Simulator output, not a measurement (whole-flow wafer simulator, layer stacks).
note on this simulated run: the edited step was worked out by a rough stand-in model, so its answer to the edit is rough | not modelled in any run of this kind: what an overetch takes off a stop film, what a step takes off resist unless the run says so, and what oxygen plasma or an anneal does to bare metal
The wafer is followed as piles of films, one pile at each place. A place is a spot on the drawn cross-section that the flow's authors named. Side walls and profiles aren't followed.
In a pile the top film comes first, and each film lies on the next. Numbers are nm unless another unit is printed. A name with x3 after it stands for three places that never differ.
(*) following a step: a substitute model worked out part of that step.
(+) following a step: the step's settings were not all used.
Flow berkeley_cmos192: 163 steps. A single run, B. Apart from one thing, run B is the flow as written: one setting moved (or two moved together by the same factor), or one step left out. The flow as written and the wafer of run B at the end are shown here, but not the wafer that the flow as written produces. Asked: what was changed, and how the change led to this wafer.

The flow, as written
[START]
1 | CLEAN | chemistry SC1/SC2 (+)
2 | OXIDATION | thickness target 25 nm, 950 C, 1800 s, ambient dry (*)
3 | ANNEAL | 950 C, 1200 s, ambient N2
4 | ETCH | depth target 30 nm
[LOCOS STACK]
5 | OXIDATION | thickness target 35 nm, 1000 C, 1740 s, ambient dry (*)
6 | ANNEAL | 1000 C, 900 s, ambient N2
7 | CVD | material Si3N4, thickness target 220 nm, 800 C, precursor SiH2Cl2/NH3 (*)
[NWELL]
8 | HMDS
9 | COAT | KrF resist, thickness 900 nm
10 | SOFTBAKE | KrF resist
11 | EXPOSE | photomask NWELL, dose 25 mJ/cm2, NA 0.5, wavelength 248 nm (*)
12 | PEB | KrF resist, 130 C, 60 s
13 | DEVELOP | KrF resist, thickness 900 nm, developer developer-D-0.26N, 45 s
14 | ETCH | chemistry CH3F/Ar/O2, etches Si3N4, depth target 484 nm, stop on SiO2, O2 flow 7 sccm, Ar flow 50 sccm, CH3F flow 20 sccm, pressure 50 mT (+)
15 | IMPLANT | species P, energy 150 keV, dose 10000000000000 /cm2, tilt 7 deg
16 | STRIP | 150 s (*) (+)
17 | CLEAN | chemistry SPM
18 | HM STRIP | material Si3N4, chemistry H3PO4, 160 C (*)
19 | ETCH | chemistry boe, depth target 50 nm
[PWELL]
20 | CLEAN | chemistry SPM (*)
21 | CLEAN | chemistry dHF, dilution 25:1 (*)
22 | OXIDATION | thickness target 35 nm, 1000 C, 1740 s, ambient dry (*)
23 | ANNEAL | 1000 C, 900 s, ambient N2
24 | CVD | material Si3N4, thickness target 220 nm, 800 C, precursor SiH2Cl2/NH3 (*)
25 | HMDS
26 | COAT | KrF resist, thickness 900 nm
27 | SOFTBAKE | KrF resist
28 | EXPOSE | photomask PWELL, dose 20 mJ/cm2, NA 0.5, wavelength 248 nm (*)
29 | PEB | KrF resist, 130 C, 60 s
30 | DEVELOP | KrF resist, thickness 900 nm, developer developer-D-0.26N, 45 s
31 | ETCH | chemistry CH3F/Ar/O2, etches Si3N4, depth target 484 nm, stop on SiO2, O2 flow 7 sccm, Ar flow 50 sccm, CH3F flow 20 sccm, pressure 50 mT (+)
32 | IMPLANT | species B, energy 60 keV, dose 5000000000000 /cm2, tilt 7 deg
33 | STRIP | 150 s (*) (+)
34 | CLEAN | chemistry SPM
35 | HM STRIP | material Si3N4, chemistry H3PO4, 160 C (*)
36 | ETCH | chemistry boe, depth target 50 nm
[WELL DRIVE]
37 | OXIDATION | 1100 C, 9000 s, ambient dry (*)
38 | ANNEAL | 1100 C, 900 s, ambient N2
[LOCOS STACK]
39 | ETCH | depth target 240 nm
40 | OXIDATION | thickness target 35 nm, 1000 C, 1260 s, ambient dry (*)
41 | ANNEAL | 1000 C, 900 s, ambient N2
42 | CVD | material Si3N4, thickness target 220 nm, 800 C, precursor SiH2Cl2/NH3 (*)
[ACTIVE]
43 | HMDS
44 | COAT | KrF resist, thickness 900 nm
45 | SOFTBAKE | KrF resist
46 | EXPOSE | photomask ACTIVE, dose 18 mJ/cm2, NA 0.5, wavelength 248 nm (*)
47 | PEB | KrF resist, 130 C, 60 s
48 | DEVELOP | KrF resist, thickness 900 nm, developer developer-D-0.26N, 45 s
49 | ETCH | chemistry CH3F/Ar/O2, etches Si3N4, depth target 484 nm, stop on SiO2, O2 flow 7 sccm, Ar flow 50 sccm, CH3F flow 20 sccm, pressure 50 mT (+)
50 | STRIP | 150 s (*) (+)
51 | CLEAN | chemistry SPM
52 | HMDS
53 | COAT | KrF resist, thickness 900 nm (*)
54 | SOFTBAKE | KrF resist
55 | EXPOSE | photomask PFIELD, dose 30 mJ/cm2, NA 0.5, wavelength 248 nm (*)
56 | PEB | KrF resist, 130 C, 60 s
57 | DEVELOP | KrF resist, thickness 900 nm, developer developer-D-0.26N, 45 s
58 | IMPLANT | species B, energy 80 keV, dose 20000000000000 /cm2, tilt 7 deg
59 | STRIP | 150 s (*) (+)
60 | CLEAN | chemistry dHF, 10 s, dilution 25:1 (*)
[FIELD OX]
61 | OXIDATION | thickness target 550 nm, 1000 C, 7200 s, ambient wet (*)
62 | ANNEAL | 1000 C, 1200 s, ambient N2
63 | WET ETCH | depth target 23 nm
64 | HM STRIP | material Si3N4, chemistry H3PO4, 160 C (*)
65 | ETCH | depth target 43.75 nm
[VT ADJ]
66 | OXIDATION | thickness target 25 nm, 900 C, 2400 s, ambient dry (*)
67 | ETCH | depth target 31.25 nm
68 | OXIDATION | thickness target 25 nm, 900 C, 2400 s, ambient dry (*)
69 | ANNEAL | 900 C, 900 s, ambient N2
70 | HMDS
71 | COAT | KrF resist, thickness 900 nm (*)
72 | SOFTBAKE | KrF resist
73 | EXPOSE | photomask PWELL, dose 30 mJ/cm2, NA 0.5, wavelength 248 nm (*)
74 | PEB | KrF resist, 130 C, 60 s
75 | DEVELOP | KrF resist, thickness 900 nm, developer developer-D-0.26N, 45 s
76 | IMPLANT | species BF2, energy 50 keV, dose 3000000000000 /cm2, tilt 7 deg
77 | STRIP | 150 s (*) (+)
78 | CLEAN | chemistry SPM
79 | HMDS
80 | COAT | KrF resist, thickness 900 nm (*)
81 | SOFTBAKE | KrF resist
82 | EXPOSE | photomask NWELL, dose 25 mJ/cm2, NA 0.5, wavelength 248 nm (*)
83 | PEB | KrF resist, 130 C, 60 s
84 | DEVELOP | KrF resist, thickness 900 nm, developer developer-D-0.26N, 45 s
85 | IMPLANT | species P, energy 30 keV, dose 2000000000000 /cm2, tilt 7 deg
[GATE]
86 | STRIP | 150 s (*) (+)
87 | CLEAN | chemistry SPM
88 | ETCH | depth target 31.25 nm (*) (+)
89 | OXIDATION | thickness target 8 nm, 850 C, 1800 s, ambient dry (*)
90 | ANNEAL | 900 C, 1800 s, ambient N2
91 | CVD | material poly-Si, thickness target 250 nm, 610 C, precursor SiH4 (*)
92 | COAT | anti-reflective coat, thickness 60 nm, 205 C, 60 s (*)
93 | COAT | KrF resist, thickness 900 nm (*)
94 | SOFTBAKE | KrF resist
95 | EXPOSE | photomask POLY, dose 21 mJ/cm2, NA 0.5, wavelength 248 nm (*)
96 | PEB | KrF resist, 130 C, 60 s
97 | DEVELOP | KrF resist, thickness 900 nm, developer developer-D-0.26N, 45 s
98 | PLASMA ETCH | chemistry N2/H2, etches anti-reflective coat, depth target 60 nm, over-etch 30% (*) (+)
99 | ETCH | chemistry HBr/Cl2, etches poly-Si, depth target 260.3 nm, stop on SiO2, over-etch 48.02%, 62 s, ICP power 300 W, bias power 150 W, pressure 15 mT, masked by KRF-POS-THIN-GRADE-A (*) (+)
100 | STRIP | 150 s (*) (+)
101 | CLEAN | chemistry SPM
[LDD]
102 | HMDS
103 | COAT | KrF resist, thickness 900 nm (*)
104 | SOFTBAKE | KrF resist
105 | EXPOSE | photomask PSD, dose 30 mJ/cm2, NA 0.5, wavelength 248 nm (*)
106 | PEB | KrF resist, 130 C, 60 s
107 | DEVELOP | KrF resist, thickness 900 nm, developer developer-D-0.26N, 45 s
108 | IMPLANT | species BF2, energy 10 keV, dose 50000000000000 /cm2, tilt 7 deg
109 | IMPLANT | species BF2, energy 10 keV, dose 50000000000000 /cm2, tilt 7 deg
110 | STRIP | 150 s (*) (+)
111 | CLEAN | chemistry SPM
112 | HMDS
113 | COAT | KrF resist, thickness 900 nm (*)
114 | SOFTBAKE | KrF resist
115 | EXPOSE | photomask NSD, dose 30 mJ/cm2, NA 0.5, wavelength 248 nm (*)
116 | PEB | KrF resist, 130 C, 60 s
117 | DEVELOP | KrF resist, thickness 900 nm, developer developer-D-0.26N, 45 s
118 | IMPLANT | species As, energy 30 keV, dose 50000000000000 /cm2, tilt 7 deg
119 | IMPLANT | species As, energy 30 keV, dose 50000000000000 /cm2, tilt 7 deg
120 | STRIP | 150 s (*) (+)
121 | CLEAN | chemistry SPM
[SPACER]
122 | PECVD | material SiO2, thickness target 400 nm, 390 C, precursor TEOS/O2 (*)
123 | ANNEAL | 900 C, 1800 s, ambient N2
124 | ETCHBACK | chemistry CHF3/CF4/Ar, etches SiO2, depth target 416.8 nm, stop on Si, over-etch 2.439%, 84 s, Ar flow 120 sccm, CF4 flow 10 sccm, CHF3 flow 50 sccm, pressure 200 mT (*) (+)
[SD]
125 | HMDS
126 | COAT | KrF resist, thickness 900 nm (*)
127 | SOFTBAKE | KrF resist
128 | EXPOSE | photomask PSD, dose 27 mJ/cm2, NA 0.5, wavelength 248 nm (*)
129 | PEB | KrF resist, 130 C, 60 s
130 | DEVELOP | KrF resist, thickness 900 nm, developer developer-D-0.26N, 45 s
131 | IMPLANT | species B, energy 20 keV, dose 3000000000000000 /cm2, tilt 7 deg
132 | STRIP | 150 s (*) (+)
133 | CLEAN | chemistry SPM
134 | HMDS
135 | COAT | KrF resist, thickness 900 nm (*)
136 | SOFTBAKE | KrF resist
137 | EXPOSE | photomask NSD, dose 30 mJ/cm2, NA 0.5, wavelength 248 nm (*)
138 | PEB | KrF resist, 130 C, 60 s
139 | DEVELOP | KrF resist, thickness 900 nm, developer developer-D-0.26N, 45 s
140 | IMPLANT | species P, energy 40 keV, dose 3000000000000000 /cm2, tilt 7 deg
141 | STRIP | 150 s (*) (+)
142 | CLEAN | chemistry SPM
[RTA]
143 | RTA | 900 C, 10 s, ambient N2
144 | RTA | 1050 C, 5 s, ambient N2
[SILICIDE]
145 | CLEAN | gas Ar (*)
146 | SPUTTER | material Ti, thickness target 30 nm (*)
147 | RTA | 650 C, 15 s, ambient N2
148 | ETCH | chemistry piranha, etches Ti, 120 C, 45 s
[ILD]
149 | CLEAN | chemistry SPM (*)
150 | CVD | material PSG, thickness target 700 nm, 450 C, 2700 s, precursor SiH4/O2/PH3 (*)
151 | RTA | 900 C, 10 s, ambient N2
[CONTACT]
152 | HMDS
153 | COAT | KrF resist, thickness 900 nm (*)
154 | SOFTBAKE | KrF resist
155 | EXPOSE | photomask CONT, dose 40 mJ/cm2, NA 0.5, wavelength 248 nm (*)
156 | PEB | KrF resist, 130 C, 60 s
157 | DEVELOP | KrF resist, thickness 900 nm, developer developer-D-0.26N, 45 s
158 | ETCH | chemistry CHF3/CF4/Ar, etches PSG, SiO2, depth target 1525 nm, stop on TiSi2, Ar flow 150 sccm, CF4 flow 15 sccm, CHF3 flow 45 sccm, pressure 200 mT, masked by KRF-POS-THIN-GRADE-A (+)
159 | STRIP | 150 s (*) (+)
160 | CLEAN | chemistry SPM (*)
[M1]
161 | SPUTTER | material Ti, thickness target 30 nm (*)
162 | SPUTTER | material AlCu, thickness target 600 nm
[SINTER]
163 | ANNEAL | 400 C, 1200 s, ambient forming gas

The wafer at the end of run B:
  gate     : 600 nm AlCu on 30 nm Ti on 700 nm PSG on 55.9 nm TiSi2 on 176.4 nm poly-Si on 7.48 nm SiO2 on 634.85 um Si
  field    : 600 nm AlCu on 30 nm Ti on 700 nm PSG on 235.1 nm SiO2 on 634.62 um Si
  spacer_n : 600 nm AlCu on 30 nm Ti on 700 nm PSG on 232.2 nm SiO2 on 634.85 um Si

The reason: step 122, PECVD: thickness target 240 nm was run, though the flow has thickness target 400 nm.

The path from the change to this, step by step:
  122 | PECVD | material SiO2, thickness target 400 nm, 390 C, precursor TEOS/O2 (*)
      field, sd_n, contact, m1: SiO2 gains 240 (it would be, as written: SiO2 gains 400)
      spacer_n, sd_p, spacer_p: SiO2 gains 231.8 (it would be, as written: SiO2 gains 385.5)
      (also at 2 further places)
  124 | ETCHBACK | chemistry CHF3/CF4/Ar, etches SiO2, depth target 416.8 nm, stop on Si, over-etch 2.439%, 84 s, Ar flow 120 sccm, CF4 flow 10 sccm, CHF3 flow 50 sccm, pressure 200 mT (*) (+)
      spacer_n: nothing (it would be, as written: SiO2 loses 160)
      spacer_p: nothing (it would be, as written: SiO2 loses 159.9)
      (also at 6 further places)
  126 | COAT | KrF resist, thickness 900 nm (*)
      field: KrF resist gains 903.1 (new film) (it would be, as written: KrF resist gains 865.2 (new film))
      sd_n: KrF resist gains 911.4 (new film) (it would be, as written: KrF resist gains 999.7 (new film))
      (also at 7 further places)
  130 | DEVELOP | KrF resist, thickness 900 nm, developer developer-D-0.26N, 45 s
      sd_p: KrF resist loses 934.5 (all of it) (it would be, as written: KrF resist loses 1004.6 (all of it))
      spacer_p: KrF resist loses 722.7 (all of it) (it would be, as written: KrF resist loses 784.6 (all of it))
      (also at 1 further place)
  132 | STRIP | 150 s (*) (+)
      field: KrF resist loses 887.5 (all of it) (it would be, as written: KrF resist loses 849.7 (all of it))
      sd_n: chemical SiO2 gains 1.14 (new film), KrF resist loses 895.7 (all of it), Si loses 0.5 (it would be, as written: chemical SiO2 gains 1.13 (new film), KrF resist loses 983.9 (all of it), Si loses 0.5)
      (also at 4 further places)
  135 | COAT | KrF resist, thickness 900 nm (*)
      field: KrF resist gains 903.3 (new film) (it would be, as written: KrF resist gains 865 (new film))
      sd_n: KrF resist gains 911.1 (new film) (it would be, as written: KrF resist gains 999.2 (new film))
      (also at 7 further places)
  139 | DEVELOP | KrF resist, thickness 900 nm, developer developer-D-0.26N, 45 s
      sd_n: KrF resist loses 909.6 (all of it) (it would be, as written: KrF resist loses 997.6 (all of it))
      spacer_n: KrF resist loses 723.3 (all of it) (it would be, as written: KrF resist loses 789.9 (all of it))
      (also at 2 further places)
  141 | STRIP | 150 s (*) (+)
      gate_p: KrF resist loses 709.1 (all of it), chemical SiO2 gains 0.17, poly-Si loses 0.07 (it would be, as written: KrF resist loses 749.1 (all of it), chemical SiO2 gains 0.16)
      field: KrF resist loses 887.7 (all of it) (it would be, as written: KrF resist loses 849.5 (all of it))
      (also at 3 further places)
  146 | SPUTTER | material Ti, thickness target 30 nm (*)
      sd_p: Ti gains 30 (new film) (it would be, as written: Ti gains 28 (new film))
  147 | RTA | 650 C, 15 s, ambient N2
      sd_p: Ti loses 23.4, TiSi first gains 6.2 (new film), TiSi2 C49 gains 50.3 (new film), Si loses 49 (it would be, as written: Ti loses 21.9, TiSi first gains 2.35 (new film), TiSi2 C49 gains 52.1 (new film), Si loses 48.1)
  150 | CVD | material PSG, thickness target 700 nm, 450 C, 2700 s, precursor SiH4/O2/PH3 (*)
      sd_p: PSG gains 700 (new film) (it would be, as written: PSG gains 665.5 (new film))
  151 | RTA | 900 C, 10 s, ambient N2
      sd_p: under 1 film: TiSi2 gains 55.9 (new film), TiSi first loses 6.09 (all of it), TiSi2 C49 loses 50.3 (all of it), Si loses 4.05 (it would be, as written: under 1 film: TiSi2 gains 52.2 (new film), TiSi first loses 2.25 (all of it), TiSi2 C49 loses 52.1 (all of it), Si loses 1.5)
  153 | COAT | KrF resist, thickness 900 nm (*)
      field: KrF resist gains 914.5 (new film) (it would be, as written: KrF resist gains 881.3 (new film))
      sd_n: KrF resist gains 910.6 (new film) (it would be, as written: KrF resist gains 1002.2 (new film))
      (also at 7 further places)
  157 | DEVELOP | KrF resist, thickness 900 nm, developer developer-D-0.26N, 45 s
      contact: KrF resist loses 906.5 (all of it) (it would be, as written: KrF resist loses 979.3 (all of it))
  159 | STRIP | 150 s (*) (+)
      field: KrF resist loses 704.8 (all of it) (it would be, as written: KrF resist loses 671.6 (all of it))
      sd_n: KrF resist loses 700.9 (all of it) (it would be, as written: KrF resist loses 792.3 (all of it))
      (also at 6 further places)
  161 | SPUTTER | material Ti, thickness target 30 nm (*)
      sd_p: Ti gains 30 (new film) (it would be, as written: Ti gains 26.6 (new film))
  162 | SPUTTER | material AlCu, thickness target 600 nm
      sd_p: AlCu gains 600 (new film) (it would be, as written: AlCu gains 551.2 (new film))
